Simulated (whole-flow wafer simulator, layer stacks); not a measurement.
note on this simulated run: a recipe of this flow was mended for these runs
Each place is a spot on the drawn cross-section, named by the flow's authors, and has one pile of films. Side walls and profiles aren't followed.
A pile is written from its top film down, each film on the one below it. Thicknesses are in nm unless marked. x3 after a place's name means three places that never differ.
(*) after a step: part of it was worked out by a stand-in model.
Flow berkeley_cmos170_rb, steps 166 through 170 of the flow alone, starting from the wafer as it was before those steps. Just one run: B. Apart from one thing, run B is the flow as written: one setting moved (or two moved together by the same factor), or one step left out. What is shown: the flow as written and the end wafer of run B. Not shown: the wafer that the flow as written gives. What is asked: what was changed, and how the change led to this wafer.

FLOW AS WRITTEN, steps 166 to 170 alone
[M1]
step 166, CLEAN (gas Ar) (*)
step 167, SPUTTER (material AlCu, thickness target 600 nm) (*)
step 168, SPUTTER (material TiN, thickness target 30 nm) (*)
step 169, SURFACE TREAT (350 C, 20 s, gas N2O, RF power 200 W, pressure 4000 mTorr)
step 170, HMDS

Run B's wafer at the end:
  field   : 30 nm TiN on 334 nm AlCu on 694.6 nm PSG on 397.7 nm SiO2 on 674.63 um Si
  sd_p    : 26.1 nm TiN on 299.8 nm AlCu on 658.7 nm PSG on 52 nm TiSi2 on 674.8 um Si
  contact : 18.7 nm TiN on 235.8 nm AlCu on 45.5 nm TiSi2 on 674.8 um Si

The reason: step 167, SPUTTER: thickness target 334 nm was run, while the flow as written has thickness target 600 nm.
One can read it off the wafer: field has AlCu 334, and step 167 as written asks for 600 nm.

The path from the change to this, step by step:
  step 167, SPUTTER (material AlCu, thickness target 600 nm) (*)
      field, sd_n, spacer_n, gate, spacer_p, gate_p, m1: AlCu gains 334 (new film) (it would be, as written: AlCu gains 600 (new film))
      sd_p: AlCu gains 299.8 (new film) (it would be, as written: AlCu gains 549.6 (new film))
      (also at 1 further place)
  step 168, SPUTTER (material TiN, thickness target 30 nm) (*)
      contact: TiN gains 18.7 (new film) (it would be, as written: TiN gains 16.3 (new film))
